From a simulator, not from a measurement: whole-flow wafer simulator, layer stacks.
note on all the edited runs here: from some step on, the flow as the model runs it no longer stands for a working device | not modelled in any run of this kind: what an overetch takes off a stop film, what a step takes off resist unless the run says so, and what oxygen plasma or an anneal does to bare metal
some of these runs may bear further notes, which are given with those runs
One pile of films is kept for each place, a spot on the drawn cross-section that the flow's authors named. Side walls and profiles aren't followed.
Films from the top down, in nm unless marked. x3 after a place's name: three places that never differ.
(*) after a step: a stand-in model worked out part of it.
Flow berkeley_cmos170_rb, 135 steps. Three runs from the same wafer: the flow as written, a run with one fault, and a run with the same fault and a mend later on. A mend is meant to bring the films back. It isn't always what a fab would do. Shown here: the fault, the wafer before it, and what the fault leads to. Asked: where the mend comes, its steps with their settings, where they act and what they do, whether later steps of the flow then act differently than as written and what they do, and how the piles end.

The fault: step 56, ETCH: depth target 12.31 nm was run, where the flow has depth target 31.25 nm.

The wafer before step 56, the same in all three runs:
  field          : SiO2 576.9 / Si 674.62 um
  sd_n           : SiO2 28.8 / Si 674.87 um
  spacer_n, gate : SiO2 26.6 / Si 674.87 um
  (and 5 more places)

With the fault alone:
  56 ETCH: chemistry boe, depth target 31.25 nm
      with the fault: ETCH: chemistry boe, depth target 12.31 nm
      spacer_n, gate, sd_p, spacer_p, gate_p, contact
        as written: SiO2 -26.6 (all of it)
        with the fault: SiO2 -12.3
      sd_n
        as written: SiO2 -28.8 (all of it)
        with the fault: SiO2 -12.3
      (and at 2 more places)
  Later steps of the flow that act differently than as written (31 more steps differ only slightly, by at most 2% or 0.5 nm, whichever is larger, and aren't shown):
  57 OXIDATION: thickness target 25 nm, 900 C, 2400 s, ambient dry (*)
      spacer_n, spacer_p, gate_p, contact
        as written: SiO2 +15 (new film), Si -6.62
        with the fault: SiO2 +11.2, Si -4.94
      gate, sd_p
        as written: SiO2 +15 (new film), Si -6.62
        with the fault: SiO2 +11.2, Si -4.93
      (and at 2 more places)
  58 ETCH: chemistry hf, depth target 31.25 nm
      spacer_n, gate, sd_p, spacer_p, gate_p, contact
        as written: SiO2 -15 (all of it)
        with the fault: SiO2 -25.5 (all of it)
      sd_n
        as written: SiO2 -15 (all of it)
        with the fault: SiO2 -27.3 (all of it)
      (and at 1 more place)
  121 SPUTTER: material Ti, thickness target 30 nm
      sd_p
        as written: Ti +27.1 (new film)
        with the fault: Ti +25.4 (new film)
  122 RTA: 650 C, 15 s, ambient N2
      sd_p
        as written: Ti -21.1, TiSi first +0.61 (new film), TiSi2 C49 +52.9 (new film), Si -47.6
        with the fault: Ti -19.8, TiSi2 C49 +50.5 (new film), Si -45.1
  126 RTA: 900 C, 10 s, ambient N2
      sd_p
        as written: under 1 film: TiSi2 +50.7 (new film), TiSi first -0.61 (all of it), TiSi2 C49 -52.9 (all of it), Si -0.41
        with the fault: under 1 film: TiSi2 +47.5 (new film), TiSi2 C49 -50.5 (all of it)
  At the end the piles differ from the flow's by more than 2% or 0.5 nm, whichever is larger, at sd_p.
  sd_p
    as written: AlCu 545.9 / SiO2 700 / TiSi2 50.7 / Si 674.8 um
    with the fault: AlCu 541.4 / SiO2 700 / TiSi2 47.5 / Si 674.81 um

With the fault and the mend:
  The mend comes after step 56.
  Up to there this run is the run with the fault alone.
  56a ETCH: chemistry boe, depth target 18.94 nm (the flow's step 56 once more, with other settings)
      spacer_n, spacer_p, gate_p, contact
        SiO2 -14.2 (all of it)
      gate, sd_p
        SiO2 -14.3 (all of it)
      field
        SiO2 -18.9
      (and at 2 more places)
  No later step of the flow acts differently than as written, at any place that is followed, by more than 2% or 0.5 nm, whichever is larger.
  At the end the piles are the same as the flow's at every place that both follow.
